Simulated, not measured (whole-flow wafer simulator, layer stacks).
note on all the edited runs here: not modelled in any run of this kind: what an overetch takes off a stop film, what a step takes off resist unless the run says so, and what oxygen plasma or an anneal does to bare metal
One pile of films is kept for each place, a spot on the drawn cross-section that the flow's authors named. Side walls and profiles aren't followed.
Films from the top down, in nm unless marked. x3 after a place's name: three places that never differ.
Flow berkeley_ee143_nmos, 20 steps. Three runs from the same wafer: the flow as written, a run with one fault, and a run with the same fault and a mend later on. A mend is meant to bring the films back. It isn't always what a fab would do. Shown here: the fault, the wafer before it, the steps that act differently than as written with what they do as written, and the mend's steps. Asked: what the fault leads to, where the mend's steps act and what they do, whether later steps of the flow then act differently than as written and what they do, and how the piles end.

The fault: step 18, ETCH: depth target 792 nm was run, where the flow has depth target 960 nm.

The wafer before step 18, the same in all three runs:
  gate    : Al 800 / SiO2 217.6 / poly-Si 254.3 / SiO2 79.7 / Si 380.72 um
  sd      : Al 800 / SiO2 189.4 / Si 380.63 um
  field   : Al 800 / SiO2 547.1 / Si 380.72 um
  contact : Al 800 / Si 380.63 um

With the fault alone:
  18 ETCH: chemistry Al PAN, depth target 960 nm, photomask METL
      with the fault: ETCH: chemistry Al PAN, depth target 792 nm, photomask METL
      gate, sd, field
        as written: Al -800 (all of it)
        with the fault: Al -792
  No later step of the flow acts differently than as written at any place that is followed.
  At the end the piles differ from the flow's by more than 2% or 0.5 nm, whichever is larger, at gate, sd, field.
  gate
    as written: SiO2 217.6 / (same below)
    with the fault: Al 8 / SiO2 217.6 / (same below)
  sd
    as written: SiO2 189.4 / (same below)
    with the fault: Al 8 / SiO2 189.4 / (same below)
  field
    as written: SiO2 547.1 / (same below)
    with the fault: Al 8 / SiO2 547.1 / (same below)

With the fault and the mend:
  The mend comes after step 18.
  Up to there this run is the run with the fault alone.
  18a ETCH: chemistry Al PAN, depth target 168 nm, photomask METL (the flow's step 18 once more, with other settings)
      gate, sd, field
        Al -8 (all of it)
  No later step of the flow acts differently than as written at any place that is followed.
  At the end the piles are the same as the flow's at every place that both follow.
